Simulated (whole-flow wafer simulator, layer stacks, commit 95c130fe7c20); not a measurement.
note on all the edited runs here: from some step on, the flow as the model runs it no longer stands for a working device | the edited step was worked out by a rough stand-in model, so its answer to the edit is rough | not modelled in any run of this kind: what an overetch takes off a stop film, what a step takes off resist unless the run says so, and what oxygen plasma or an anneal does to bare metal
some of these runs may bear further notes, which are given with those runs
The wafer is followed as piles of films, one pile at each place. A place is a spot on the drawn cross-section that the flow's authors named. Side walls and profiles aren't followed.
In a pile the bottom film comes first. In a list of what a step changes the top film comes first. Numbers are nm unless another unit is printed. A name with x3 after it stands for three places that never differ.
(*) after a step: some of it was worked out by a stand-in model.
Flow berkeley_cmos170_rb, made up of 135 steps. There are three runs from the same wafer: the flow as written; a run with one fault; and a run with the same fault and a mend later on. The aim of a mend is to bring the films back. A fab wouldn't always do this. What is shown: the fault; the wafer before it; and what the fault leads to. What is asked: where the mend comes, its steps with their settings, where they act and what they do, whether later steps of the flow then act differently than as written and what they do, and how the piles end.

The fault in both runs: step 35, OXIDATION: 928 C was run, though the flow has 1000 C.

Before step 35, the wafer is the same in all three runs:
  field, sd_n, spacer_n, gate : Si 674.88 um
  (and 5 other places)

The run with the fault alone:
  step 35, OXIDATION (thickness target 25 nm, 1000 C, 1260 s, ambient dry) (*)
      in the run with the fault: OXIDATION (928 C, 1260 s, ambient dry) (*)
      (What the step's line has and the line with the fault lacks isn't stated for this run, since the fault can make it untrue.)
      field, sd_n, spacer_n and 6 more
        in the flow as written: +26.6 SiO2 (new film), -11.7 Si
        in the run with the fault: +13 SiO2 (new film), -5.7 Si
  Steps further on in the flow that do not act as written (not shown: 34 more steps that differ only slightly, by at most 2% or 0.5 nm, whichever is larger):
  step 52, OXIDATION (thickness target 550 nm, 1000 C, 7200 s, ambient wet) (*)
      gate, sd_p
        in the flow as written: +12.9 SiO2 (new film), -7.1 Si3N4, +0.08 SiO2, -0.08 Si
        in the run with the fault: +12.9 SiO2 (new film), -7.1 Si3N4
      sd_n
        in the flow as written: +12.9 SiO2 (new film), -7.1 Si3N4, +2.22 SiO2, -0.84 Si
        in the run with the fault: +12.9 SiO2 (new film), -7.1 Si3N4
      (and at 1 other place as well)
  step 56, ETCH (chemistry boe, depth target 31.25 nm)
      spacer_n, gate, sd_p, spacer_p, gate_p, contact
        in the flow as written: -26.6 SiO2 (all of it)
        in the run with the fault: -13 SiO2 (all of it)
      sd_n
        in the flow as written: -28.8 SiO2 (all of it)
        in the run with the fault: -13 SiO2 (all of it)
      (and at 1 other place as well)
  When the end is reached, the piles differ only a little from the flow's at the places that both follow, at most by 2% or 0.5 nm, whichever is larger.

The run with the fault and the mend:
  The mend stands after step 36.
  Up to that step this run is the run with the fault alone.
  step 36a, OXIDATION (1000 C, 791 s, ambient dry) (*) (the flow's step 35 again, with other settings)
      field, sd_n, spacer_n and 6 more
        +13.6 SiO2, -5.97 Si
  Later steps of the flow that are run all act as written at every place that is followed, up to a difference of at most 2% or 0.5 nm, whichever is larger.
  The piles end the same as the flow's at every place that both follow.
